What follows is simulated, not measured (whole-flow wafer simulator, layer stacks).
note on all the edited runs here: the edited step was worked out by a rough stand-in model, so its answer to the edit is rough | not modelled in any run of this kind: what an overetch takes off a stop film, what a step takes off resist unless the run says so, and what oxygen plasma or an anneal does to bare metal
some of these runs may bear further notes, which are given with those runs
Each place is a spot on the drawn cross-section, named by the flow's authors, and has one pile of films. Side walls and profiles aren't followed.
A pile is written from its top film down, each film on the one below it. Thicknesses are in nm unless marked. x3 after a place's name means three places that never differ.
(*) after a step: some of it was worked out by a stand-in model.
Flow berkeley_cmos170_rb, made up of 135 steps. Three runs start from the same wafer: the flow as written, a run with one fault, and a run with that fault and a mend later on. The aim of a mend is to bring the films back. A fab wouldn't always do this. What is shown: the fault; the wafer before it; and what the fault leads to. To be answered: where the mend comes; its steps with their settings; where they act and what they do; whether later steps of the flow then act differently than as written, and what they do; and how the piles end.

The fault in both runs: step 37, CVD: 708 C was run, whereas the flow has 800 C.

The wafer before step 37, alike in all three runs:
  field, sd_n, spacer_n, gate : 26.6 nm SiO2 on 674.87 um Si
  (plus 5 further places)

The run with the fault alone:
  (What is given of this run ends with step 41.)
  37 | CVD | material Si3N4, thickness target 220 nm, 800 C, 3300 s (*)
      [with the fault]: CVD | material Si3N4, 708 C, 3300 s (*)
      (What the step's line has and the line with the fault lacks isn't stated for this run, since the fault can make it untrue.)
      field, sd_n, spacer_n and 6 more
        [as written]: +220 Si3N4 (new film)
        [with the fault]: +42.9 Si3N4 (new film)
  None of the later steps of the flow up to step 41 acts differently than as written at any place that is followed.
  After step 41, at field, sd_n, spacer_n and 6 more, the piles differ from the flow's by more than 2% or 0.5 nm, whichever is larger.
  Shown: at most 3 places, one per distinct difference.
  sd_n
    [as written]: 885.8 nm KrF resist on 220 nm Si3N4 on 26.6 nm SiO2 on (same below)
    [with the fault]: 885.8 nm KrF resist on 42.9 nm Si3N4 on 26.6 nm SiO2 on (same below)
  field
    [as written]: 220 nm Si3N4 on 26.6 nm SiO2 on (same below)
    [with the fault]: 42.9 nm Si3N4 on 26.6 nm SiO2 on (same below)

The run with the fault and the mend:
  The mend follows step 37.
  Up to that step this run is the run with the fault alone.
  37a | CVD | material Si3N4, thickness target 177.1 nm, 800 C, 2656 s (*) (a further turn of the flow's step 37, with different settings)
      field, sd_n, spacer_n and 6 more
        +177.1 Si3N4
  None of the later steps of the flow acts differently than as written at any place that is followed.
  By the end, the piles equal the flow's at every place that both follow.
